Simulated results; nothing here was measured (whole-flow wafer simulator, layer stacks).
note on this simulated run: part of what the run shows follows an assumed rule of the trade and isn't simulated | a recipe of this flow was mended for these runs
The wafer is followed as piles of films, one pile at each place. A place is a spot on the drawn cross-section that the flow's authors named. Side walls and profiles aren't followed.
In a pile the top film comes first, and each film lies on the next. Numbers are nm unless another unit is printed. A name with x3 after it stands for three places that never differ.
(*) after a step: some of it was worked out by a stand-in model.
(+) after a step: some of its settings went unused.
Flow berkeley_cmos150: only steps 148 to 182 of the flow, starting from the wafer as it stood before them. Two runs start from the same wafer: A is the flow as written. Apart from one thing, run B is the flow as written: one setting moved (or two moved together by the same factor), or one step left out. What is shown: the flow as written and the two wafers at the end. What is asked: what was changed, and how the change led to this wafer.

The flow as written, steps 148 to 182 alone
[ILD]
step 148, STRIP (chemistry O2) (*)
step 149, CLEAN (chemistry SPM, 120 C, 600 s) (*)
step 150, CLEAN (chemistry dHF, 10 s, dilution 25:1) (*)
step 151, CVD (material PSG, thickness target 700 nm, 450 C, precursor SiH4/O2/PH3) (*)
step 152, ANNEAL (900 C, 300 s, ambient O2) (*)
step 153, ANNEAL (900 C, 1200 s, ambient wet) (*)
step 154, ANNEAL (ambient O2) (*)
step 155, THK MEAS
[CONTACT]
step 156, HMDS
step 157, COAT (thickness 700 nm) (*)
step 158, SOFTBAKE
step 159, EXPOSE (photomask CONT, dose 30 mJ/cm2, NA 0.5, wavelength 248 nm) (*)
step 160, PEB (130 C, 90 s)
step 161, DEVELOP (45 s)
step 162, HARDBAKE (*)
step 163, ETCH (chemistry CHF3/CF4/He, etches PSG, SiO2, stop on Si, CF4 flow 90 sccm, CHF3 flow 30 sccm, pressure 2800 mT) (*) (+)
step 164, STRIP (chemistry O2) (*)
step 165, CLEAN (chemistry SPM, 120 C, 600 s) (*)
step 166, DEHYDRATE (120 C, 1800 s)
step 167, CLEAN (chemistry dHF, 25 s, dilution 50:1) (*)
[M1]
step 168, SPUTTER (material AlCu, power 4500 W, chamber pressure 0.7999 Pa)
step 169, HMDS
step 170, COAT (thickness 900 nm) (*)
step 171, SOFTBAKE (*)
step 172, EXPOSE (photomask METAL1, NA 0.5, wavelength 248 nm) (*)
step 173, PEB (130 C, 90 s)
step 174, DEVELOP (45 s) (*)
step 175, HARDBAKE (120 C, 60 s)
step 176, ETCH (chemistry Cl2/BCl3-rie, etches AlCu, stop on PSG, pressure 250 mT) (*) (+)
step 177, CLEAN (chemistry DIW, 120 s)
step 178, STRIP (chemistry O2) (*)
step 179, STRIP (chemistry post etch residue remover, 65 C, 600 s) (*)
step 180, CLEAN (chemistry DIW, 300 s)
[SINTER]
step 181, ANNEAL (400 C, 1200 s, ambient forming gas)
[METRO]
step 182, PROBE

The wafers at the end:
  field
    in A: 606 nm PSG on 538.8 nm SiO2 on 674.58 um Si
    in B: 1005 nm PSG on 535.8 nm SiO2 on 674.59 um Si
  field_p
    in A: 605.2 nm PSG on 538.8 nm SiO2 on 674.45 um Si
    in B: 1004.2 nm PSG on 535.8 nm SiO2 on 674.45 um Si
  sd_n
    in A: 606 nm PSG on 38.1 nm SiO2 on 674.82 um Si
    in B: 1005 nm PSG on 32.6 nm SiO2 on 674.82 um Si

What caused this: step 151, CVD: thickness target 1120 nm was run, whereas the flow has thickness target 700 nm.

How this came from the change, step by step:
  step 151, CVD (material PSG, thickness target 700 nm, 450 C, precursor SiH4/O2/PH3) (*)
      field, field_p, sd_n, gate_n, gate_p, contact, m1: A PSG gains 700 (new film) | B PSG gains 1120 (new film)
      sd_p: A PSG gains 639.5 (new film) | B PSG gains 1090.3 (new film)
  step 153, ANNEAL (900 C, 1200 s, ambient wet) (*)
      sd_n, contact, m1: A PSG loses 35, SiO2 gains 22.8, Si loses 10 | B PSG loses 56, SiO2 gains 17.3, Si loses 7.62
      field, field_p: A PSG loses 35, SiO2 gains 16.3, Si loses 7.15 | B PSG loses 56, SiO2 gains 13.3, Si loses 5.84
      (and at 3 other places as well)
  step 163, ETCH (chemistry CHF3/CF4/He, etches PSG, SiO2, stop on Si, CF4 flow 90 sccm, CHF3 flow 30 sccm, pressure 2800 mT) (*) (+)
      field, field_p, sd_n, gate_n, sd_p, gate_p, m1: A KrF-resist loses 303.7 | B KrF-resist loses 444.2
      contact: A PSG loses 665 (all of it), SiO2 loses 38.1 (all of it), Si loses 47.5 | B PSG loses 1064 (all of it), SiO2 loses 32.6 (all of it), Si loses 47.5
  step 164, STRIP (chemistry O2) (*)
      field: A KrF-resist loses 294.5 (all of it) | B KrF-resist loses 156 (all of it)
      field_p: A KrF-resist loses 397.1 (all of it) | B KrF-resist loses 262.5 (all of it)
      (and at 5 other places as well)
  step 168, SPUTTER (material AlCu, power 4500 W, chamber pressure 0.7999 Pa)
      sd_p: A AlCu gains 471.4 (new film) | B AlCu gains 486.6 (new film)
      contact: A AlCu gains 443.6 (new film) | B AlCu gains 362.4 (new film)
  step 170, COAT (thickness 900 nm) (*)
      field: A thick-KrF-resist gains 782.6 (new film) | B thick-KrF-resist gains 753.4 (new film)
      sd_p: A thick-KrF-resist gains 1400.4 (new film) | B thick-KrF-resist gains 1353.7 (new film)
      (and at 2 other places as well)
  step 173, PEB (130 C, 90 s)
      contact: A thick-KrF-resist loses 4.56 | B thick-KrF-resist loses 6.2
  step 174, DEVELOP (45 s) (*)
      field: A thick-KrF-resist loses 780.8 (all of it), AlCu loses 10 | B thick-KrF-resist loses 751.7 (all of it), AlCu loses 10
      sd_p: A thick-KrF-resist loses 1396.9 (all of it), AlCu loses 10 | B thick-KrF-resist loses 1350.3 (all of it), AlCu loses 10
  step 175, HARDBAKE (120 C, 60 s)
      contact: A thick-KrF-resist loses 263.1 | B thick-KrF-resist loses 317.7
      m1: A thick-KrF-resist loses 148.2 | B thick-KrF-resist loses 141.8
  step 176, ETCH (chemistry Cl2/BCl3-rie, etches AlCu, stop on PSG, pressure 250 mT) (*) (+)
      sd_p: A AlCu loses 461.4 (all of it), PSG loses 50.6 | B AlCu loses 476.6 (all of it), PSG loses 48.7
      gate_p: A AlCu loses 616.1 (all of it), PSG loses 31.2 | B AlCu loses 609.7 (all of it), PSG loses 32
  step 178, STRIP (chemistry O2) (*)
      contact: A thick-KrF-resist loses 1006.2 (all of it) | B thick-KrF-resist loses 1308.1 (all of it)
      m1: A thick-KrF-resist loses 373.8 (all of it) | B thick-KrF-resist loses 338.3 (all of it)
